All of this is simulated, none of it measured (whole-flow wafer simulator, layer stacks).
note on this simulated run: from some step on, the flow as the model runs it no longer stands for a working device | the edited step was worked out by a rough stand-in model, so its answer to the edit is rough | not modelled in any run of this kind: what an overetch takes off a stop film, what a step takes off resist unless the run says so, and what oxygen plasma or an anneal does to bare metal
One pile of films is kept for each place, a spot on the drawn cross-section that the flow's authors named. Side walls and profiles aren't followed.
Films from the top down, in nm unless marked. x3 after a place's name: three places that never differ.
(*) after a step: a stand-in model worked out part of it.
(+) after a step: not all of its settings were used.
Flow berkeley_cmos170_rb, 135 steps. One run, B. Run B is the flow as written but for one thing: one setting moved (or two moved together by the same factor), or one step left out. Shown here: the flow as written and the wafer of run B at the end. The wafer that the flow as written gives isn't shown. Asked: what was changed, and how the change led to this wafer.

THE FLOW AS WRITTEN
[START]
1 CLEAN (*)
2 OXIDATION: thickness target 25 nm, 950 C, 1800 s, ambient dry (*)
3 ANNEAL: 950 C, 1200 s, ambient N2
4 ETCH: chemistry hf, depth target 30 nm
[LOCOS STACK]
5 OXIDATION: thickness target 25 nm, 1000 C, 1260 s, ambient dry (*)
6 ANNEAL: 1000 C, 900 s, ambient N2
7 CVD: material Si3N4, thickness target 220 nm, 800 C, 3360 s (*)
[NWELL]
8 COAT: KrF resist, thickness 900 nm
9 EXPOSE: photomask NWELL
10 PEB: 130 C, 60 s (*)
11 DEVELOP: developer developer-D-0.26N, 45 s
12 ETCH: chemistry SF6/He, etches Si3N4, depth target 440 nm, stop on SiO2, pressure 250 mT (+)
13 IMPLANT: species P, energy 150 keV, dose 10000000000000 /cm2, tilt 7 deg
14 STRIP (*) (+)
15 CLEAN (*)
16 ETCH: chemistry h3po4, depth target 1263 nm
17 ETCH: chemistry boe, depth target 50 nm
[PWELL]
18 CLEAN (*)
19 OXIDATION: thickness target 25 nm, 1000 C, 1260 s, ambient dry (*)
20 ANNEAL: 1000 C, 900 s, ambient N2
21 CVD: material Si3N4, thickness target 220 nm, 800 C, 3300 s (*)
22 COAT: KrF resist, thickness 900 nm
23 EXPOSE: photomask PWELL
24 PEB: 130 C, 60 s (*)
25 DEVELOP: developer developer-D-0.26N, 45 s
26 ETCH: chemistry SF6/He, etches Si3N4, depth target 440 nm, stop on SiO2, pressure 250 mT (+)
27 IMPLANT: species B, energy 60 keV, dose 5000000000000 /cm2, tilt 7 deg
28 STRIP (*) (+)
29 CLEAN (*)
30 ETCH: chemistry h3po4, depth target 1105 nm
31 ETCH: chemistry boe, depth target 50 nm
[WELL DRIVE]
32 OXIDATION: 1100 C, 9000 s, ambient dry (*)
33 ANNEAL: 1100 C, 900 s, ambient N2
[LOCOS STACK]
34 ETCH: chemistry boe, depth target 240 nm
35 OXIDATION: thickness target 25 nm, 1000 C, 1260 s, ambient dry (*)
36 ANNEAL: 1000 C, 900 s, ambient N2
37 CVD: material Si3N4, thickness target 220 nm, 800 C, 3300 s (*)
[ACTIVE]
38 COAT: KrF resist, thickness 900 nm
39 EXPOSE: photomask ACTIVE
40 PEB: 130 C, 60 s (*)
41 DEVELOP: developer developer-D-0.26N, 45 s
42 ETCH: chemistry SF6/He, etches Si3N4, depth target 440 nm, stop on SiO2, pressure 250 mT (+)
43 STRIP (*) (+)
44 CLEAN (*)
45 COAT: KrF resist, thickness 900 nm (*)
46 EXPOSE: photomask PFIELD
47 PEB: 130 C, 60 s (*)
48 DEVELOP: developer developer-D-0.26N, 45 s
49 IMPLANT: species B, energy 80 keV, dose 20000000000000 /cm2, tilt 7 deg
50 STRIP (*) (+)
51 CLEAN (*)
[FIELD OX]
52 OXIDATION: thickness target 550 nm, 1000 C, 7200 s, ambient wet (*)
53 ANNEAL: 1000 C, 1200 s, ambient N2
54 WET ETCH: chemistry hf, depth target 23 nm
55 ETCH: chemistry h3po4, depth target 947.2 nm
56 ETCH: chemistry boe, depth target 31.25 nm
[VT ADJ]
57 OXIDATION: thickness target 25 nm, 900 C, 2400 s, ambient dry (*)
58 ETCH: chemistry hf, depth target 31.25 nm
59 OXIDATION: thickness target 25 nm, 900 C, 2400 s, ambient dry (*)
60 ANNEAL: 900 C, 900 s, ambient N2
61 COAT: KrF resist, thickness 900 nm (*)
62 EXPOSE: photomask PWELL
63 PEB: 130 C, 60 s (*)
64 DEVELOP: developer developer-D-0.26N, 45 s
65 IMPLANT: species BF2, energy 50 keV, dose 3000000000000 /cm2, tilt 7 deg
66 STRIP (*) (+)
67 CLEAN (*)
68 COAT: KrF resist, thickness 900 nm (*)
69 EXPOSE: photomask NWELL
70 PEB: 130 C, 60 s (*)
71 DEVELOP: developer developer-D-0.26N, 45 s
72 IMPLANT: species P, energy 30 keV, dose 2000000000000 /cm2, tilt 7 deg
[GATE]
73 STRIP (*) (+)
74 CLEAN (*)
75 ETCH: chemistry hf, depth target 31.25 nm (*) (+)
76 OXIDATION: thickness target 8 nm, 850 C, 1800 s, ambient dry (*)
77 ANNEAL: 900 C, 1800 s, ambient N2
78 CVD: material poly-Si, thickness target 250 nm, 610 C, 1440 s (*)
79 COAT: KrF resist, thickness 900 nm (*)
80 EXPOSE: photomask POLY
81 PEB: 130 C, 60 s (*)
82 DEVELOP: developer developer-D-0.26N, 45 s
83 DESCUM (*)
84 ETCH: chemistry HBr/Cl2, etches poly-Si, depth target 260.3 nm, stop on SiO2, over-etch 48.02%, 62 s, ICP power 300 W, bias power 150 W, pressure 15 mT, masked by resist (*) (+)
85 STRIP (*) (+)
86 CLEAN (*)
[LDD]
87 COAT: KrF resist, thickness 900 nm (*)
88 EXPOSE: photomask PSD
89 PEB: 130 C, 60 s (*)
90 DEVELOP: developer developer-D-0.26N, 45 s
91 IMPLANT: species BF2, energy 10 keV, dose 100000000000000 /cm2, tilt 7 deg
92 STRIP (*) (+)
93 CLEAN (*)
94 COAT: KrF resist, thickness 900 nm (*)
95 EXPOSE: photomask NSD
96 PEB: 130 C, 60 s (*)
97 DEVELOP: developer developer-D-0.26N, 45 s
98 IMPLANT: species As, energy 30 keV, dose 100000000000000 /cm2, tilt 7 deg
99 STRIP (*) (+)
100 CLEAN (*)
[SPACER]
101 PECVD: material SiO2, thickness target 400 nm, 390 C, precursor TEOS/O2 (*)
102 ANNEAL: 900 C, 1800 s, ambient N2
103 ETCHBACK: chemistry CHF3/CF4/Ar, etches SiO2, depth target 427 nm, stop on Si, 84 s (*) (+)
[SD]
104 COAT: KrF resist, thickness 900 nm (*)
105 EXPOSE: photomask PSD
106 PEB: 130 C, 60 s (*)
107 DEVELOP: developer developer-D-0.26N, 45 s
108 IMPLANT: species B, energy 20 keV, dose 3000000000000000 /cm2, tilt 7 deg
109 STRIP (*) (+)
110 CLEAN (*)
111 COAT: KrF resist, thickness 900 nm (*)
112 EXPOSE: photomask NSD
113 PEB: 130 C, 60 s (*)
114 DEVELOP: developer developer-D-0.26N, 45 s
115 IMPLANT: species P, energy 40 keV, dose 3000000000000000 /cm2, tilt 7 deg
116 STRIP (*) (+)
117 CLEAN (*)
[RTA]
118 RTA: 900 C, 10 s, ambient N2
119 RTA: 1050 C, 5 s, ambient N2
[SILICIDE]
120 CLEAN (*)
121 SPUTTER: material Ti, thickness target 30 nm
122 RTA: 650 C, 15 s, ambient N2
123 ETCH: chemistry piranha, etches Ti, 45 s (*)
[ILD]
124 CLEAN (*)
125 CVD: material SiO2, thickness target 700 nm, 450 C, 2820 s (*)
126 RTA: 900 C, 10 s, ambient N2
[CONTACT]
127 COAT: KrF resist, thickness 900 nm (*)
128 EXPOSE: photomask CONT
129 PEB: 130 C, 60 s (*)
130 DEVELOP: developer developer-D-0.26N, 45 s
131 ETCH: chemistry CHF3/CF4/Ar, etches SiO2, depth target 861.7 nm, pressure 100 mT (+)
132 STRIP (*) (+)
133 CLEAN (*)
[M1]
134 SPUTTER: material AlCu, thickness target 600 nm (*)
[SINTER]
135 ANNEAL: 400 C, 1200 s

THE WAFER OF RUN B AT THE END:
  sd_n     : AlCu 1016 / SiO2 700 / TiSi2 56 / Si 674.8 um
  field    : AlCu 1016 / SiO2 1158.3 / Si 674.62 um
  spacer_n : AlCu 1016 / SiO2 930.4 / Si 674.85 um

The cause: step 134, SPUTTER: thickness target 1016 nm was run, where the flow has thickness target 600 nm.
It can be read off the wafer: sd_n has AlCu 1016, and step 134 as written asks for 600 nm.

How the change led to this, step by step:
  134 SPUTTER: material AlCu, thickness target 600 nm (*)
      field, sd_n, spacer_n, gate, spacer_p, gate_p, m1: AlCu +1016 (new film) (as written it would be: AlCu +600 (new film))
      sd_p: AlCu +948.5 (new film) (as written it would be: AlCu +545.9 (new film))
      (and at 1 more place)
